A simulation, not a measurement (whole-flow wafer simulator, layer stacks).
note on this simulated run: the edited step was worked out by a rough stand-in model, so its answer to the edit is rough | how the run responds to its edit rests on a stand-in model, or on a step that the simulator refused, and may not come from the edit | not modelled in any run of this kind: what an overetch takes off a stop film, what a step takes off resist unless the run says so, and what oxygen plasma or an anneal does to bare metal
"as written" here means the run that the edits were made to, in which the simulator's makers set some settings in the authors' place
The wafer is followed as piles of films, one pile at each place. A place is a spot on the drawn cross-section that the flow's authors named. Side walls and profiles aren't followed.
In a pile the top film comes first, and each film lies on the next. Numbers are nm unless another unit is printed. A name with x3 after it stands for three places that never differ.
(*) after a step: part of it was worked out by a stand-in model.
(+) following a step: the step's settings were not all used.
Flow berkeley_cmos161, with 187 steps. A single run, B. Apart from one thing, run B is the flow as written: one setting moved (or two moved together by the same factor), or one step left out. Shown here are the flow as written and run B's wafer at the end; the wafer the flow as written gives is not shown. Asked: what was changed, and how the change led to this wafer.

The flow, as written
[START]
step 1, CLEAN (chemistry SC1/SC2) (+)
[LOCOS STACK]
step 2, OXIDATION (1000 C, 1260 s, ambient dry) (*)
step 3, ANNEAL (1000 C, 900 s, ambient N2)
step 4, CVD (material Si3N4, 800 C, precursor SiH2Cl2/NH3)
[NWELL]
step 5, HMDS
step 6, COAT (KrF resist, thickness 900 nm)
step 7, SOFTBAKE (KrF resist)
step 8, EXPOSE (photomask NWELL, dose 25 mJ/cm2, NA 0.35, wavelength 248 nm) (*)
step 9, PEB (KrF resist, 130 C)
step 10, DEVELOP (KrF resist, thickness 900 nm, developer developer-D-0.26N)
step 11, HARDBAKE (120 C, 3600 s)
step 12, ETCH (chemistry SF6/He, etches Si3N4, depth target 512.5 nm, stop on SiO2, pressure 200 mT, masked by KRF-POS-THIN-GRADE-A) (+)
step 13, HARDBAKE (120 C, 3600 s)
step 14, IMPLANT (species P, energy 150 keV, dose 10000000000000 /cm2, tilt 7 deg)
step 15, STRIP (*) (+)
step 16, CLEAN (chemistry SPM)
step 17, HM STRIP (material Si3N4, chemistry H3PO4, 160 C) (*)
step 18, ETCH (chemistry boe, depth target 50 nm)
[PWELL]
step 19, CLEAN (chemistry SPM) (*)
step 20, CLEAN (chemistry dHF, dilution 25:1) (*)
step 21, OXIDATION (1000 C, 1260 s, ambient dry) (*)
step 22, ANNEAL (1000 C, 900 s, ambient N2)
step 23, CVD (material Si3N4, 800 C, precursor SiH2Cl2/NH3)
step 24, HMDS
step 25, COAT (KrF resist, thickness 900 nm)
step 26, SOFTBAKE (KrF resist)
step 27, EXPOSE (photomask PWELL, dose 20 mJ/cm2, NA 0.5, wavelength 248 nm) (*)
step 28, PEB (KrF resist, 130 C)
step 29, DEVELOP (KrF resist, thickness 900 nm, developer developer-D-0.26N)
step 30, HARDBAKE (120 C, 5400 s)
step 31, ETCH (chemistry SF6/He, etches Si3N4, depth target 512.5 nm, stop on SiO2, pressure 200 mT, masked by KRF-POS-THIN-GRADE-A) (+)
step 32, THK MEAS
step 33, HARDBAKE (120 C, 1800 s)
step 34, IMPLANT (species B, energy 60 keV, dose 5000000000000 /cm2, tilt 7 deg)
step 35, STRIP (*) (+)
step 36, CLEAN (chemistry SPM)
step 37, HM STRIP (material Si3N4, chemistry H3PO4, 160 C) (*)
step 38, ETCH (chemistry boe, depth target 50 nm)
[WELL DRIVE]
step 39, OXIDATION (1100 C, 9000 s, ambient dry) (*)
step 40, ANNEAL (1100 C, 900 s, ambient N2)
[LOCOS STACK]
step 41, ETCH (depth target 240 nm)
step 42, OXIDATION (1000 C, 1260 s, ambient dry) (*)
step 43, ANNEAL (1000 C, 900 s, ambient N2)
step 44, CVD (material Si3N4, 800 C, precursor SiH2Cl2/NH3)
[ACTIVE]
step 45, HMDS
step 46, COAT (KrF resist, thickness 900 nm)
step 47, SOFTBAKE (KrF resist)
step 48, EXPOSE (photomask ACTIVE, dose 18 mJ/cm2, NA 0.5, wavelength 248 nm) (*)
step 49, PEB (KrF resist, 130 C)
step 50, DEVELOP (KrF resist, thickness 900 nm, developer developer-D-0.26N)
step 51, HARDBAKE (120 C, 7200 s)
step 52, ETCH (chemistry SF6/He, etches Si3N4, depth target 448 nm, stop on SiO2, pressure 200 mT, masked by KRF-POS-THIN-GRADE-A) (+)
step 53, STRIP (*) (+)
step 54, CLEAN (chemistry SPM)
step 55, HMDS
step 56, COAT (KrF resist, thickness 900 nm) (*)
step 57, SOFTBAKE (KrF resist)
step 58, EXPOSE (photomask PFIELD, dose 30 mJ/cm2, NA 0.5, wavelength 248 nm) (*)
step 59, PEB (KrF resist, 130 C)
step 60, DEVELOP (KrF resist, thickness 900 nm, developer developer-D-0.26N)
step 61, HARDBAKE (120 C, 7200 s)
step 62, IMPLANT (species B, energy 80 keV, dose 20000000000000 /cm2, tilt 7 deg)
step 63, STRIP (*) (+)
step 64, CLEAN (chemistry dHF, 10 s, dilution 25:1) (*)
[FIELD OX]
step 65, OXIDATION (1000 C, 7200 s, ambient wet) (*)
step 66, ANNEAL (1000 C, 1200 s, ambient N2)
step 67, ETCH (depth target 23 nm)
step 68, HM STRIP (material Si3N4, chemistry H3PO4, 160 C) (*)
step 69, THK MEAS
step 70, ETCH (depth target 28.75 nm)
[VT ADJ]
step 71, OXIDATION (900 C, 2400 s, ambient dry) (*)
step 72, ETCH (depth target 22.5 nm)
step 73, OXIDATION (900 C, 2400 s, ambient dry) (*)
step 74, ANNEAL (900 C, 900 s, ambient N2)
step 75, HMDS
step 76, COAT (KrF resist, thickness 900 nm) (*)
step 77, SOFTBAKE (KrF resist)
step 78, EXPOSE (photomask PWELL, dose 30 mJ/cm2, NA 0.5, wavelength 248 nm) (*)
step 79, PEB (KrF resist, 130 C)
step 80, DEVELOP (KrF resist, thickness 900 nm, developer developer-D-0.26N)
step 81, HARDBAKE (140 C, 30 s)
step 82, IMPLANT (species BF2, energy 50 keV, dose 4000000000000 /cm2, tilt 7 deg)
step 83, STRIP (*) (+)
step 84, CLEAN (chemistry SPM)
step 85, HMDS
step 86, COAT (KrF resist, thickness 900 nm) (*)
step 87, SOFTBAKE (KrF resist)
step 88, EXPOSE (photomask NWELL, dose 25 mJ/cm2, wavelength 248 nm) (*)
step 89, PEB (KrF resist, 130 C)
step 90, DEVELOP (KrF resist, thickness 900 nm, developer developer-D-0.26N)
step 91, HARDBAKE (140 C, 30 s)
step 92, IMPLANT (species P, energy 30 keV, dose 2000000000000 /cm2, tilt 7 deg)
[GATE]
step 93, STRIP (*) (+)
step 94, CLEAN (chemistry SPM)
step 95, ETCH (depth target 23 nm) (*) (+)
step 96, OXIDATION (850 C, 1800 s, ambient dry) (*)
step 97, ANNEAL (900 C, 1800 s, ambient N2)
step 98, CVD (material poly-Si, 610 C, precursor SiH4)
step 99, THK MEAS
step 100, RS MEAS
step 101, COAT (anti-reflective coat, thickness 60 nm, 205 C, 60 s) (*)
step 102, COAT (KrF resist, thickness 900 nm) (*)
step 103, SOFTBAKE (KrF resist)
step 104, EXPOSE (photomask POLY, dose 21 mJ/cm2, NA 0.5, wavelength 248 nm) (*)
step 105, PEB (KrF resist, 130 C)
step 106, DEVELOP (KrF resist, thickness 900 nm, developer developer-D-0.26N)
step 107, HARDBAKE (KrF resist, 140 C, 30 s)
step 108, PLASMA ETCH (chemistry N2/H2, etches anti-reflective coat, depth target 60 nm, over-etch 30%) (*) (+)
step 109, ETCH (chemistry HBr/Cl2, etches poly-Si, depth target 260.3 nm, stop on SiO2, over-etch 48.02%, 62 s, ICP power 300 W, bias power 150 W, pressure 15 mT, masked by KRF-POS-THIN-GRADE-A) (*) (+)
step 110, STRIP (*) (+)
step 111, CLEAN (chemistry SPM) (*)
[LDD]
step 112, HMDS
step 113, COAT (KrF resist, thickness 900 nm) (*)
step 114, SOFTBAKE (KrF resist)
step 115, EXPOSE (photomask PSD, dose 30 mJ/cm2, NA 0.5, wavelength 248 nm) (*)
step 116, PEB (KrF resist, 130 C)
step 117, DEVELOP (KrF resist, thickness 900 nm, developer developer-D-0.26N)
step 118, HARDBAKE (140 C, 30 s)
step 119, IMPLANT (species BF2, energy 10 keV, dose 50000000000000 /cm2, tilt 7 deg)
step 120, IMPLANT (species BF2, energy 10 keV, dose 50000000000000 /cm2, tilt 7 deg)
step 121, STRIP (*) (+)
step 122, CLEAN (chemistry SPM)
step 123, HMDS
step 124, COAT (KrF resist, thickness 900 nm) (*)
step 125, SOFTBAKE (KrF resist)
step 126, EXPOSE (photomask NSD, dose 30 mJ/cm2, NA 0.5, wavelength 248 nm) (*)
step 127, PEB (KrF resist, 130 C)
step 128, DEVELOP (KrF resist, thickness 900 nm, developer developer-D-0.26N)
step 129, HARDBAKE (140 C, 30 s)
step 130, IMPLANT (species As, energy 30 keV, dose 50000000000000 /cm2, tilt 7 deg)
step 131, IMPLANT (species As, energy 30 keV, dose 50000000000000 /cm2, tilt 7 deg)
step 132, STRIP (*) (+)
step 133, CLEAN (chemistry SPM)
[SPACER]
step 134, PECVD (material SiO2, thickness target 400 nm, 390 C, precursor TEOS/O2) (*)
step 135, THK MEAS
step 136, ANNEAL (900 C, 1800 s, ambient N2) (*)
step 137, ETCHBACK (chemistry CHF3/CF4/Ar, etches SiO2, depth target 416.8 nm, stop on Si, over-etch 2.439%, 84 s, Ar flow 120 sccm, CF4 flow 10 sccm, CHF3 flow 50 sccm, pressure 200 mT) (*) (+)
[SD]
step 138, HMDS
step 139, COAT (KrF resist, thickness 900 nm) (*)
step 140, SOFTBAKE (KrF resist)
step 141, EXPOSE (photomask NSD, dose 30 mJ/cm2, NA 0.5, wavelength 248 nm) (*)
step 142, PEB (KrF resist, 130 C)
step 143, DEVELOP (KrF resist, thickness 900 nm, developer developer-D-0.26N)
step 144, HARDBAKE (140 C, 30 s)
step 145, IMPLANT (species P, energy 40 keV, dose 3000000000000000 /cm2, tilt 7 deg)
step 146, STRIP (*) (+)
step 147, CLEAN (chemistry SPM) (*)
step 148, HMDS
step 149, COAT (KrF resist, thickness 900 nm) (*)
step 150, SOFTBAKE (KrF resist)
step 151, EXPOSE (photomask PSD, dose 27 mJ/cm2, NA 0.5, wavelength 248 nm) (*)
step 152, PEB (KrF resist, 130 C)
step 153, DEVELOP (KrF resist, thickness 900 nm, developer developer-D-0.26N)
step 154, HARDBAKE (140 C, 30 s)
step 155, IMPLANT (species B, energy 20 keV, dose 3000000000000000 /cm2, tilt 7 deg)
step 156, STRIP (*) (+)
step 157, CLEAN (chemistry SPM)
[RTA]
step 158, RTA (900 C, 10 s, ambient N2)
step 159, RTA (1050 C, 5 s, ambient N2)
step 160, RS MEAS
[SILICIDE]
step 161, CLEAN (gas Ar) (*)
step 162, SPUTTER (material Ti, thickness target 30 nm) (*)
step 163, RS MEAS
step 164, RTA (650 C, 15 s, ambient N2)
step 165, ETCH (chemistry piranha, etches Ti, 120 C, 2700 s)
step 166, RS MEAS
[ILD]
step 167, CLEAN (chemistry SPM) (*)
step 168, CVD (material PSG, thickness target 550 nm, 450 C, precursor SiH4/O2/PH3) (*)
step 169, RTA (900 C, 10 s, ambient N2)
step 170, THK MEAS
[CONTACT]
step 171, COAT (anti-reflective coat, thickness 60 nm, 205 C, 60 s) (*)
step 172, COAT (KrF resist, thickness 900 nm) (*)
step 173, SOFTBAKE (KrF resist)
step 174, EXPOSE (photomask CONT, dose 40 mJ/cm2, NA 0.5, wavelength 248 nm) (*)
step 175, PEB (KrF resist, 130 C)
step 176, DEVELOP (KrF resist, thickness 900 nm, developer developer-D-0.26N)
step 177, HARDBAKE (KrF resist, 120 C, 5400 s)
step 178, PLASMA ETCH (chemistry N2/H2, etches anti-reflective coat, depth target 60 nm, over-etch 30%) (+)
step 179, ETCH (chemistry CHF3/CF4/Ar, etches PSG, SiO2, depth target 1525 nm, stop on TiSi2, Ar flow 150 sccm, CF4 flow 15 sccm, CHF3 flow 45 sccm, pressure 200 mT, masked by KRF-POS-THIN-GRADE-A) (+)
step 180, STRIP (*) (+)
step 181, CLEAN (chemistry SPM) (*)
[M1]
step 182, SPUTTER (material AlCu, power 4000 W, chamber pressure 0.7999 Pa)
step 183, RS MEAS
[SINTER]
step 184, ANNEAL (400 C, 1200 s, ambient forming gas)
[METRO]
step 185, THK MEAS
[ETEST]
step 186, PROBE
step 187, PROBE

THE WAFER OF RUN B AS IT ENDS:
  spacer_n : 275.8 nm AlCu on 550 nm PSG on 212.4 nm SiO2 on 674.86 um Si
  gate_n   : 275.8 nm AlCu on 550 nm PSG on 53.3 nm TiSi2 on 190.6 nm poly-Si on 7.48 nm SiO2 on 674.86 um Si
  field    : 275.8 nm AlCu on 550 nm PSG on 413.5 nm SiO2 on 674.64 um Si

The reason: step 137, ETCHBACK: over-etch 1.22% was run, whereas the flow has over-etch 2.439%.

The path from the change to this, step by step:
  step 137, ETCHBACK (chemistry CHF3/CF4/Ar, etches SiO2, depth target 416.8 nm, stop on Si, over-etch 2.439%, 84 s, Ar flow 120 sccm, CF4 flow 10 sccm, CHF3 flow 50 sccm, pressure 200 mT) (*) (+)
      spacer_n, spacer_p: SiO2 loses 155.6 (in the flow as written it would be: SiO2 loses 160.7)
  step 171, COAT (anti-reflective coat, thickness 60 nm, 205 C, 60 s) (*)
      sd_n: anti-reflective coat gains 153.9 (new film) (in the flow as written it would be: anti-reflective coat gains 149.7 (new film))
      spacer_n: anti-reflective coat gains 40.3 (new film) (in the flow as written it would be: anti-reflective coat gains 41.3 (new film))
      (as well as at 3 more places)
  step 180, STRIP (*) (+)
      sd_n: KrF resist loses 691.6 (all of it), anti-reflective coat loses 153.9 (all of it) (in the flow as written it would be: KrF resist loses 692.5 (all of it), anti-reflective coat loses 149.7 (all of it))
      spacer_n: KrF resist loses 635.2 (all of it), anti-reflective coat loses 40.3 (all of it) (in the flow as written it would be: KrF resist loses 635.2 (all of it), anti-reflective coat loses 41.3 (all of it))
      (as well as at 3 more places)
